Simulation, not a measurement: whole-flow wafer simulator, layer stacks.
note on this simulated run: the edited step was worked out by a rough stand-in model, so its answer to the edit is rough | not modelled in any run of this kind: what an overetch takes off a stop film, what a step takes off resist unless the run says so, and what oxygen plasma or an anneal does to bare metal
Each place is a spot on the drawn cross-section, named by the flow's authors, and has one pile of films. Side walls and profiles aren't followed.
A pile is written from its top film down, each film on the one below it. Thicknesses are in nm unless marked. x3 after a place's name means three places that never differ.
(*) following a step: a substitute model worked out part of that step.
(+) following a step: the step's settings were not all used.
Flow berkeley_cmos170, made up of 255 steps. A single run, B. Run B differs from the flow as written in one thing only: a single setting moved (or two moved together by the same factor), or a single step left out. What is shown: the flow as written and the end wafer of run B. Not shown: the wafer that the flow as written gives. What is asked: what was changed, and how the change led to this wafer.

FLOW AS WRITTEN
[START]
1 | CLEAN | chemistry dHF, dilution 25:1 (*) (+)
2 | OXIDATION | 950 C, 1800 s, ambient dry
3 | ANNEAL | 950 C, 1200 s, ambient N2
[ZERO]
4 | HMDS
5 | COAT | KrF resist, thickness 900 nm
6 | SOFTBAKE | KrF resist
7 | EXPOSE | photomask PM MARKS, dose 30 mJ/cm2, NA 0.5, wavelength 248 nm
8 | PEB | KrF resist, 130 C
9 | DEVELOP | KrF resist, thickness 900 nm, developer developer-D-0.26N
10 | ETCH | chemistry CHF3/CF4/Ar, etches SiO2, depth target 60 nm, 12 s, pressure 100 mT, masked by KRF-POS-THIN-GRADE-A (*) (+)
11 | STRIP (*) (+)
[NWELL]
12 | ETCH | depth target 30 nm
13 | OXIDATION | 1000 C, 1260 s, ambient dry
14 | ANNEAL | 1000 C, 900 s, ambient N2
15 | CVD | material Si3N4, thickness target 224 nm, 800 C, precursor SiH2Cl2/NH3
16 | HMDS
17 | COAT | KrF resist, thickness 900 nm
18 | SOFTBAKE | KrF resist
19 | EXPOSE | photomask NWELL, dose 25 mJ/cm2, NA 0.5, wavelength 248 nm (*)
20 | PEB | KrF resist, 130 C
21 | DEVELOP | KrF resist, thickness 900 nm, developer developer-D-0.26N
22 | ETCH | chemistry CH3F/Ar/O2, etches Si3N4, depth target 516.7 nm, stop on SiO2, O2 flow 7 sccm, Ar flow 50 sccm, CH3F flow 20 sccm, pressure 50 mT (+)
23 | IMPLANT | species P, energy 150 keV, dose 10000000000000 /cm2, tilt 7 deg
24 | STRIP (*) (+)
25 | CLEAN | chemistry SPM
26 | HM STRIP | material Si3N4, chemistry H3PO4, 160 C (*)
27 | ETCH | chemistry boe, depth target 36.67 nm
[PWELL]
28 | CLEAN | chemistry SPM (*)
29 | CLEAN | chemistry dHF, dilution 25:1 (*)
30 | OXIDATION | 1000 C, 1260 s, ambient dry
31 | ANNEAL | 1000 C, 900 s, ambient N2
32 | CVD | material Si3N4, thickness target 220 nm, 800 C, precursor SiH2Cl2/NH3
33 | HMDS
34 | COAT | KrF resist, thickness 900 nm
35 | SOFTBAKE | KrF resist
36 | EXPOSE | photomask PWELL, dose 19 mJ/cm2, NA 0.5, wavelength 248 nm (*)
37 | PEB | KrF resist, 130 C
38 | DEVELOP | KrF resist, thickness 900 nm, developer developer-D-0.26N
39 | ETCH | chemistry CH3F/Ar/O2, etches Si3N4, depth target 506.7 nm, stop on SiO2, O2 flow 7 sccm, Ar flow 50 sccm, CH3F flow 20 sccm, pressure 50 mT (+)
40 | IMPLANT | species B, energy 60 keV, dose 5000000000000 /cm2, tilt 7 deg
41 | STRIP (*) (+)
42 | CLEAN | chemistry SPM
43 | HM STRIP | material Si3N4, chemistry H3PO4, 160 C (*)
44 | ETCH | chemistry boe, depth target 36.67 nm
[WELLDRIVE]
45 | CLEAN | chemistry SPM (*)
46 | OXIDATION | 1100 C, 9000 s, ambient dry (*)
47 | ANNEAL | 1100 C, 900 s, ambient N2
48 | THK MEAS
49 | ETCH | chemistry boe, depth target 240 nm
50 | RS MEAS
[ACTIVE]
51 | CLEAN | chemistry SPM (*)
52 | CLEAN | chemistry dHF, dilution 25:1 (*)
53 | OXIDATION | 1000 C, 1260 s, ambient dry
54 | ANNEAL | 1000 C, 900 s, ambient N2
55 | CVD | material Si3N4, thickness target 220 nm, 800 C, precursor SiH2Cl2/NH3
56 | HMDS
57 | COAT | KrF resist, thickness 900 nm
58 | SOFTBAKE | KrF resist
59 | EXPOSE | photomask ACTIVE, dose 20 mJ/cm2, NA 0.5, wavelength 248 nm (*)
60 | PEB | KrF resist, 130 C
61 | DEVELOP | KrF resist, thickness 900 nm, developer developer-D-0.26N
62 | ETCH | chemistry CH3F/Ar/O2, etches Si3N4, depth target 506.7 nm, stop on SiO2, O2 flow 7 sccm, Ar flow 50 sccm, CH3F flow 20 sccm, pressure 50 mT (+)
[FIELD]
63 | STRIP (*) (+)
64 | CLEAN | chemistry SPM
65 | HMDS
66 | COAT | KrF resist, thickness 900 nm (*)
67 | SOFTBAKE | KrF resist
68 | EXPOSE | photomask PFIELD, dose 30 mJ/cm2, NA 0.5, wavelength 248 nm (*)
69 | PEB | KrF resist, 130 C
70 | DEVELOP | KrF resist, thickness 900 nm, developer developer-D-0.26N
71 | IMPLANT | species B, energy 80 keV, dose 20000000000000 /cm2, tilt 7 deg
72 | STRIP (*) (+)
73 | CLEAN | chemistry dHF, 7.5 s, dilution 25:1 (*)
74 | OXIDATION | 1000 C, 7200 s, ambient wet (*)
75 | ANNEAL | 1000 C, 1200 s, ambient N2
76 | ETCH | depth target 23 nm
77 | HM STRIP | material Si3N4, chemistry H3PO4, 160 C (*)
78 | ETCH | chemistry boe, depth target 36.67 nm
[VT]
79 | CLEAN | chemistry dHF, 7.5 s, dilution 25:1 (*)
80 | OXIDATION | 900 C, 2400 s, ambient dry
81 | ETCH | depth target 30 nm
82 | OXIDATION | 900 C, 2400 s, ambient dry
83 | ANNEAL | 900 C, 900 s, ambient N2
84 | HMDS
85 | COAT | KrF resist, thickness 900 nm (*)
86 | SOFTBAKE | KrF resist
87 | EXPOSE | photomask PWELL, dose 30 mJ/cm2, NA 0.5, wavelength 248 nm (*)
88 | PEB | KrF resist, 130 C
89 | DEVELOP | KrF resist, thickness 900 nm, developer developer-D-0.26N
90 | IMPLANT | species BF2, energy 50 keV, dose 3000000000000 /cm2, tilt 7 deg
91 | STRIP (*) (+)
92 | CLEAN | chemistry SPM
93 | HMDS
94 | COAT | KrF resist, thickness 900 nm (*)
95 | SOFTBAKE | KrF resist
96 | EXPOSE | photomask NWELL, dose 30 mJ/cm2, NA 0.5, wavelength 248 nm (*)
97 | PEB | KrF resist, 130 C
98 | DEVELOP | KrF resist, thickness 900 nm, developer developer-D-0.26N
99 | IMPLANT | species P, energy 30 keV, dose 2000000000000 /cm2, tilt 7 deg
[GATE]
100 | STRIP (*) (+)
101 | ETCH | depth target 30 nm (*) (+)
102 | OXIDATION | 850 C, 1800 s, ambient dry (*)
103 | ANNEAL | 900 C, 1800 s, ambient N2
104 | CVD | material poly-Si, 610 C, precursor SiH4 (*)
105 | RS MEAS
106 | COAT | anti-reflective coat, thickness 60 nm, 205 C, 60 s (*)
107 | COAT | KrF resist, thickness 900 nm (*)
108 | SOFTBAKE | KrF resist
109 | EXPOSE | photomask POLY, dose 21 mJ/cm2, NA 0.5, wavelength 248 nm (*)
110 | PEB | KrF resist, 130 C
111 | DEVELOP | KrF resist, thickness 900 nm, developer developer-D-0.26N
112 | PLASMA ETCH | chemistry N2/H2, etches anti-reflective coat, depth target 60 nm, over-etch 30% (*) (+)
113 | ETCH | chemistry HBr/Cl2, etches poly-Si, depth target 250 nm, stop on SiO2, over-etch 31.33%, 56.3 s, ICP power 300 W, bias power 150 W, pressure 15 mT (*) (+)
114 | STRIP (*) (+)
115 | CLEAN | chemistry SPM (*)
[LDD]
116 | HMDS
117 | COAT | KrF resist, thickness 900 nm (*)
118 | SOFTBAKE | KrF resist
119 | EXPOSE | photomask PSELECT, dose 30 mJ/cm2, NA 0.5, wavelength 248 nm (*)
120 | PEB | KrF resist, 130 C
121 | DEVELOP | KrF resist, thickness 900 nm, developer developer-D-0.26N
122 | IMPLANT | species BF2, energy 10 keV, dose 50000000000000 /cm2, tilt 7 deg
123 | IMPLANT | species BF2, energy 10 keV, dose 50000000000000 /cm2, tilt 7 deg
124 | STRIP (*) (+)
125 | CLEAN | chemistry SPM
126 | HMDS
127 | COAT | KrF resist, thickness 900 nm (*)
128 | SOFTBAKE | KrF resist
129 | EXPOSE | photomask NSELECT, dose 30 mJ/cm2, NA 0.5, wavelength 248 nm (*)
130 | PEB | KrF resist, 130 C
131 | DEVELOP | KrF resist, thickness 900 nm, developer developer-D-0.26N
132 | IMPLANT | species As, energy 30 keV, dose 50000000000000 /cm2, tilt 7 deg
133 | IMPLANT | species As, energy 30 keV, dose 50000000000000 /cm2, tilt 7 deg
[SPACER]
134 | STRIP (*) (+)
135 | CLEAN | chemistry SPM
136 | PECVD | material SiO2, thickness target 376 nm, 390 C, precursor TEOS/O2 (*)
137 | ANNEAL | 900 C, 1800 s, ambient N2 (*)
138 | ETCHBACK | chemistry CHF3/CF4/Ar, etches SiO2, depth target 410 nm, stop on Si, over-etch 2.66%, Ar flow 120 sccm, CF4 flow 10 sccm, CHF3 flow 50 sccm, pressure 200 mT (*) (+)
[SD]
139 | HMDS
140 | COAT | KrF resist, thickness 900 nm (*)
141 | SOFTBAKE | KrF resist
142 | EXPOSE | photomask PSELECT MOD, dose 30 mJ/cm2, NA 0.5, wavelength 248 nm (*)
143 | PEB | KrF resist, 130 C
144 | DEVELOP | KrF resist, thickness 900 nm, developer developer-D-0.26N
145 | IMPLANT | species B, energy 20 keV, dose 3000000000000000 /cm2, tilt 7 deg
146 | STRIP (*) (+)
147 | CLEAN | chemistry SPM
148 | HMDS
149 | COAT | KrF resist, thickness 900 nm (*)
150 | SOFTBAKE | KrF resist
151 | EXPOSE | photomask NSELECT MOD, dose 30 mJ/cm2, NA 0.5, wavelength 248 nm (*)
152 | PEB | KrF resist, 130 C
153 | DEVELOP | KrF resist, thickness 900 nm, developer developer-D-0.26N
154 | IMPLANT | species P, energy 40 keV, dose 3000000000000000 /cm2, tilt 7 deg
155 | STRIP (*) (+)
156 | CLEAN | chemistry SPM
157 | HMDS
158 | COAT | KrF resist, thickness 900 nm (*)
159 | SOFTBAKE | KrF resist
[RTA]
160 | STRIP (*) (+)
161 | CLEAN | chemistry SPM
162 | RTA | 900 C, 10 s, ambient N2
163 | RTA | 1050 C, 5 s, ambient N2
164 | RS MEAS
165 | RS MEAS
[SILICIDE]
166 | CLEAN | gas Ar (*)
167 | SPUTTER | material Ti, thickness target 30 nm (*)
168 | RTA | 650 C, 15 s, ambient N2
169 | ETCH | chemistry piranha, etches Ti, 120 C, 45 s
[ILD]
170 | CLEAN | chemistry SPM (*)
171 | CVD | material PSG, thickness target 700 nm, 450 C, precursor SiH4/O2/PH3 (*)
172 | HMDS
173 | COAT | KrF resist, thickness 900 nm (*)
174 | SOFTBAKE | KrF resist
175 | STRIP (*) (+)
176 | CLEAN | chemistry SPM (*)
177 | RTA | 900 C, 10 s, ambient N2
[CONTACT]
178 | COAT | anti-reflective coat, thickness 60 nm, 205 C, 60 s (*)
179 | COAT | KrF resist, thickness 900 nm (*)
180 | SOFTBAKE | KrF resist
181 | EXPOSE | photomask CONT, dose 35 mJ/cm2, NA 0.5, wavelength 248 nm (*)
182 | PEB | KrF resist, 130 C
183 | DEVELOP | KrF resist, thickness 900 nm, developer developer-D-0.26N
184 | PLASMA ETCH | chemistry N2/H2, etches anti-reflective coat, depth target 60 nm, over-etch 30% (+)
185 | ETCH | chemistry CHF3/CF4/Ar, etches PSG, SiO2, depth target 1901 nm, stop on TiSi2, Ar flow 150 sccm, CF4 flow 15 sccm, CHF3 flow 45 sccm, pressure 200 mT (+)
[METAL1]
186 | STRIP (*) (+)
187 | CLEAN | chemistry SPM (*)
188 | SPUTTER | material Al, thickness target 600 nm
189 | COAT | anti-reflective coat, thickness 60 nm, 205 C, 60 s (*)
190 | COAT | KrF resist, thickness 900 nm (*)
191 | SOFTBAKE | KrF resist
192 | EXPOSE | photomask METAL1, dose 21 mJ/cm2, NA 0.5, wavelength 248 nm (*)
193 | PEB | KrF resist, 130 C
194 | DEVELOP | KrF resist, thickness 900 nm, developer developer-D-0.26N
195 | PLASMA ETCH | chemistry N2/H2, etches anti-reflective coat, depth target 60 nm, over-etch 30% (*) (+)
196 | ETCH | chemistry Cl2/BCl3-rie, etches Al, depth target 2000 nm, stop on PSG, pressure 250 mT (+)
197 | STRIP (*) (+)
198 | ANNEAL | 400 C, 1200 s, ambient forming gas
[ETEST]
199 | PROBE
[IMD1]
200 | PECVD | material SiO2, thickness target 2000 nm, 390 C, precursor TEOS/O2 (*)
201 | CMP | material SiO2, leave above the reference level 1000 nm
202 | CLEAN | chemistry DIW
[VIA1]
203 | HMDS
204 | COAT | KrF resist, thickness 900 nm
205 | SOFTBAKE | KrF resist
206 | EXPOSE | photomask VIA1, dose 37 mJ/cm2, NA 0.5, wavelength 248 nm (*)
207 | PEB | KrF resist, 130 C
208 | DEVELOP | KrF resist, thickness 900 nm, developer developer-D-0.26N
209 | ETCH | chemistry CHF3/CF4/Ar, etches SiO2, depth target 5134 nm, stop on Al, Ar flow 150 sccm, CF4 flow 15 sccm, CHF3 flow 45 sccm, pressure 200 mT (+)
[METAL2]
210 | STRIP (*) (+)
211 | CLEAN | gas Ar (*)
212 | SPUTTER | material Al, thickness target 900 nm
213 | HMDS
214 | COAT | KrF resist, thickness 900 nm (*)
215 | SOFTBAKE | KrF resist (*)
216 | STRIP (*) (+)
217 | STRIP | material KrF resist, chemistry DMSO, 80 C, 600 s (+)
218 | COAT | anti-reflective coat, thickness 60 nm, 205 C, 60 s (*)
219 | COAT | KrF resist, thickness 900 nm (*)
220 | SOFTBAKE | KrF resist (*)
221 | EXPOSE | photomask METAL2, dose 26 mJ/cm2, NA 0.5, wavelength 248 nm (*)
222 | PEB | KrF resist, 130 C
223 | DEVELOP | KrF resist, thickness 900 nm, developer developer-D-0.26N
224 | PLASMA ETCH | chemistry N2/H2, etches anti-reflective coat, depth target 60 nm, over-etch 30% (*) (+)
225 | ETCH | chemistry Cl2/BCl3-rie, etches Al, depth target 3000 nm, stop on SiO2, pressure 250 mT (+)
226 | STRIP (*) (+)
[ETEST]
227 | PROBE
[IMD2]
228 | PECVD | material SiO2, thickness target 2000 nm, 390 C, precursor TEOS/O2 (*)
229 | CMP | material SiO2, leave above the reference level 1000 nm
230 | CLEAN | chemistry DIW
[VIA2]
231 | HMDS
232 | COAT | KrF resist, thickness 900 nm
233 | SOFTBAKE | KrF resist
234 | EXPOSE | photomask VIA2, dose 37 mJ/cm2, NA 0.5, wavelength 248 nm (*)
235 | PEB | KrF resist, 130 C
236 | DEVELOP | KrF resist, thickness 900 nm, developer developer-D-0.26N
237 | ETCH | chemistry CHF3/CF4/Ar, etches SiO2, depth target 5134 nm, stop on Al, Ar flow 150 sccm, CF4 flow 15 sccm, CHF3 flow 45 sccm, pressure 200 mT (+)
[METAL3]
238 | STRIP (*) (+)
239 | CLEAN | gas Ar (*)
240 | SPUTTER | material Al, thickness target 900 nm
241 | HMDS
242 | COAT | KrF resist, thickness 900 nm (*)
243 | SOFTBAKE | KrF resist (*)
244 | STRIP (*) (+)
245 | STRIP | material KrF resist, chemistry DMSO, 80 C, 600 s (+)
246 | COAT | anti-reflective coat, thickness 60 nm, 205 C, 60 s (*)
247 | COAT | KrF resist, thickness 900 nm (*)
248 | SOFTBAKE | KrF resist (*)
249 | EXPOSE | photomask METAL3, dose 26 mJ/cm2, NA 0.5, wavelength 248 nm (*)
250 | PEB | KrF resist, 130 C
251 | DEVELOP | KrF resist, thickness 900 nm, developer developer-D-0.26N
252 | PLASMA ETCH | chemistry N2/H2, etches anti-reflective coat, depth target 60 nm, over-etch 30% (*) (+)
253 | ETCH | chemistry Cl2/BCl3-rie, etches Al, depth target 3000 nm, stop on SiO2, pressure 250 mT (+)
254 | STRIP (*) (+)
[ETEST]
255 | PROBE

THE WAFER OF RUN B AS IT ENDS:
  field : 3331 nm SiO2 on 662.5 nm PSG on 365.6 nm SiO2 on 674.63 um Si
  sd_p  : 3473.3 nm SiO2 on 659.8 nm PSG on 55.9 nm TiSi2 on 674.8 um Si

What caused this: step 101, ETCH: depth target 45 nm was run, while the flow as written has depth target 30 nm.

How this came from the change, step by step:
  101 | ETCH | depth target 30 nm (*) (+)
      field: SiO2 loses 45 (it would be, as written: SiO2 loses 30)
  106 | COAT | anti-reflective coat, thickness 60 nm, 205 C, 60 s (*)
      sd_n: anti-reflective coat gains 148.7 (new film) (it would be, as written: anti-reflective coat gains 158.6 (new film))
      spacer_n: anti-reflective coat gains 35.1 (new film) (it would be, as written: anti-reflective coat gains 31.5 (new film))
      (and at 5 other places as well)
  112 | PLASMA ETCH | chemistry N2/H2, etches anti-reflective coat, depth target 60 nm, over-etch 30% (*) (+)
      sd_n: anti-reflective coat loses 148.7 (all of it), poly-Si loses 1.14 (it would be, as written: anti-reflective coat loses 158.6 (all of it), poly-Si loses 1.22)
      spacer_n: anti-reflective coat loses 35.1 (all of it), poly-Si loses 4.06 (it would be, as written: anti-reflective coat loses 31.5 (all of it), poly-Si loses 4.48)
      (and at 3 other places as well)
  114 | STRIP (*) (+)
      gate_n: chemical SiO2 gains 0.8 (new film), KrF resist loses 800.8 (all of it), anti-reflective coat loses 31 (all of it), poly-Si loses 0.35 (it would be, as written: chemical SiO2 gains 0.8 (new film), KrF resist loses 812.6 (all of it), anti-reflective coat loses 27.3 (all of it), poly-Si loses 0.35)
      gate_p: chemical SiO2 gains 0.8 (new film), KrF resist loses 774.4 (all of it), anti-reflective coat loses 32.2 (all of it), poly-Si loses 0.35 (it would be, as written: chemical SiO2 gains 0.8 (new film), KrF resist loses 782.1 (all of it), anti-reflective coat loses 29.6 (all of it), poly-Si loses 0.35)
  178 | COAT | anti-reflective coat, thickness 60 nm, 205 C, 60 s (*)
      sd_n: anti-reflective coat gains 127.6 (new film) (it would be, as written: anti-reflective coat gains 135.1 (new film))
      gate_n: anti-reflective coat gains 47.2 (new film) (it would be, as written: anti-reflective coat gains 48.3 (new film))
      (and at 2 other places as well)
  186 | STRIP (*) (+)
      sd_n: KrF resist loses 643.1 (all of it), anti-reflective coat loses 127.6 (all of it) (it would be, as written: KrF resist loses 643.8 (all of it), anti-reflective coat loses 135.1 (all of it))
      gate_n: KrF resist loses 546.2 (all of it), anti-reflective coat loses 47.2 (all of it) (it would be, as written: KrF resist loses 553.1 (all of it), anti-reflective coat loses 48.3 (all of it))
      (and at 2 other places as well)
  189 | COAT | anti-reflective coat, thickness 60 nm, 205 C, 60 s (*)
      m2: anti-reflective coat gains 63 (new film) (it would be, as written: anti-reflective coat gains 61.1 (new film))
  197 | STRIP (*) (+)
      m2: KrF resist loses 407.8 (all of it), anti-reflective coat loses 63 (all of it) (it would be, as written: KrF resist loses 412.9 (all of it), anti-reflective coat loses 61.1 (all of it))
  201 | CMP | material SiO2, leave above the reference level 1000 nm
      field: SiO2 loses 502 (it would be, as written: SiO2 loses 517)
